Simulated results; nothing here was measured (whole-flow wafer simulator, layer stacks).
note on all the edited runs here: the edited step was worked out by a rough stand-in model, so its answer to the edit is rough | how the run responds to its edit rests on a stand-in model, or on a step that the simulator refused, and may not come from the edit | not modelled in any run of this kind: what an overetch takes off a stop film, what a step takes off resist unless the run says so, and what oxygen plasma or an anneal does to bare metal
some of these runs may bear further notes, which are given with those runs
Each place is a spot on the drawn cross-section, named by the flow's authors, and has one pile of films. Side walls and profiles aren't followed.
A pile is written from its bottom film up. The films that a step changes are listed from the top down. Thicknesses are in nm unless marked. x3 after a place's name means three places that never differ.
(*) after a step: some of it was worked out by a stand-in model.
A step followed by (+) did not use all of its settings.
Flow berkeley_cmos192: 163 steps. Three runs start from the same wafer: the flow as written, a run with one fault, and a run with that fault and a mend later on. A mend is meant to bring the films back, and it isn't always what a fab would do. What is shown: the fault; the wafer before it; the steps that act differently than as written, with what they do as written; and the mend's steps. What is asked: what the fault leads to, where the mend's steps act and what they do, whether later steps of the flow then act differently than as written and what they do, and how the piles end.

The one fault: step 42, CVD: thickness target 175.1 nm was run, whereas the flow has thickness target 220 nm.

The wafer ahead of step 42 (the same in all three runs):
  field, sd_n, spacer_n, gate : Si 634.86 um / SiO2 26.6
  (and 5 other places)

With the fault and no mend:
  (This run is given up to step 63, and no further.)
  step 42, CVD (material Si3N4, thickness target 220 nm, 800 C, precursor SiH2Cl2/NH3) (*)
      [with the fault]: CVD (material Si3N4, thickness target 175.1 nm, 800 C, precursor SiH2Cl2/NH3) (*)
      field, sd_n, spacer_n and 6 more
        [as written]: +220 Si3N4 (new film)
        [with the fault]: +175.1 Si3N4 (new film)
  Later steps of the flow acting differently than as written (2 other steps are not shown; they differ only slightly, by no more than 2% or 0.5 nm, whichever is larger):
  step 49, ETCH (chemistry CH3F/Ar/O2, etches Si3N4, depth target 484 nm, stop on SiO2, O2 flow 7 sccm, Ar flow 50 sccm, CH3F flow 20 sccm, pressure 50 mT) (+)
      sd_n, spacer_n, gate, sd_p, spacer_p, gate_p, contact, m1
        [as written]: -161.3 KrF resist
        [with the fault]: -131.4 KrF resist
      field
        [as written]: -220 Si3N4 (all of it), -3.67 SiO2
        [with the fault]: -175.1 Si3N4 (all of it), -3.67 SiO2
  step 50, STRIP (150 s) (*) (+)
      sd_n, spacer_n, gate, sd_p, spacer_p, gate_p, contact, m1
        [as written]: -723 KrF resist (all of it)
        [with the fault]: -753 KrF resist (all of it)
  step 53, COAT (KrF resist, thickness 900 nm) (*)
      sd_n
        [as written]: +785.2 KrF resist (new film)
        [with the fault]: +808 KrF resist (new film)
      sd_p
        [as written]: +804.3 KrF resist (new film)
        [with the fault]: +823.3 KrF resist (new film)
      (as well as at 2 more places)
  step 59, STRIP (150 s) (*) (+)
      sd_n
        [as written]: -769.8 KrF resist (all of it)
        [with the fault]: -792.6 KrF resist (all of it)
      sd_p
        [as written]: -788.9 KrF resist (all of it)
        [with the fault]: -807.8 KrF resist (all of it)
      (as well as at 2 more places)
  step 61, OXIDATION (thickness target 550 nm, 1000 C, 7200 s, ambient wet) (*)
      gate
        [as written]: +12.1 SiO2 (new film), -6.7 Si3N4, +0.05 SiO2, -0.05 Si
        [with the fault]: +12.1 SiO2 (new film), -6.7 Si3N4
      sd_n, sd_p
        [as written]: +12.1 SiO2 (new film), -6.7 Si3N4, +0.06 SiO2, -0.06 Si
        [with the fault]: +12.1 SiO2 (new film), -6.7 Si3N4, +0.63 SiO2, -0.3 Si
  After step 63, at sd_n, spacer_n, gate, sd_p, spacer_p, gate_p, contact, m1, the piles differ from the flow's by more than 2% or 0.5 nm, whichever is larger.
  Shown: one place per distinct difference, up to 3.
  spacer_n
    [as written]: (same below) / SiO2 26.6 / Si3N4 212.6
    [with the fault]: (same below) / SiO2 26.6 / Si3N4 167.7
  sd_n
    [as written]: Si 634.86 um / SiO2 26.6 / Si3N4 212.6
    [with the fault]: Si 634.86 um / SiO2 27.2 / Si3N4 167.7
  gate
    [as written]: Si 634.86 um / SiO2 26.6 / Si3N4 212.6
    [with the fault]: Si 634.86 um / SiO2 26.6 / Si3N4 167.7

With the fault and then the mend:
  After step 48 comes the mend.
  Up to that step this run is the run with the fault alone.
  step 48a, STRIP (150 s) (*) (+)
      sd_n, spacer_n, gate, sd_p, spacer_p, gate_p, contact, m1
        -884.4 KrF resist (all of it)
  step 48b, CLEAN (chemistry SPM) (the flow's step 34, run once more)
      leaves every film unchanged at each place that is followed
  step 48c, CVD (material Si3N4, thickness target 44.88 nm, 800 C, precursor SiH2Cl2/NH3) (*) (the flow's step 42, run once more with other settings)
      field, sd_n, spacer_n and 6 more
        +44.9 Si3N4
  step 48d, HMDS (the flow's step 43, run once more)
      leaves every film unchanged at each place that is followed
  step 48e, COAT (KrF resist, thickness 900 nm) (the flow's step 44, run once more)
      field, sd_n, spacer_n and 6 more
        +900 KrF resist (new film)
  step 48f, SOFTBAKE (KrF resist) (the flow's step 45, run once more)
      leaves every film unchanged at each place that is followed
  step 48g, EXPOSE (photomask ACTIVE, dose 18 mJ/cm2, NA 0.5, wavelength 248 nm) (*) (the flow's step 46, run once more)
      leaves every film unchanged at each place that is followed
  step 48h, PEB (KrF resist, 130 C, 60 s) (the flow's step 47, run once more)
      field, sd_n, spacer_n and 6 more
        -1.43 KrF resist
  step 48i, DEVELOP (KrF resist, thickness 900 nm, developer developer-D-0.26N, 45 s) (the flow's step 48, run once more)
      sd_n, spacer_n, gate, sd_p, spacer_p, gate_p, contact, m1
        -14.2 KrF resist
      field
        -898.6 KrF resist (all of it)
  Every later step of the flow that is run acts as written, at every place that is followed, to within 2% or 0.5 nm, whichever is larger.
  The piles end the same as the flow's at every place that both follow.
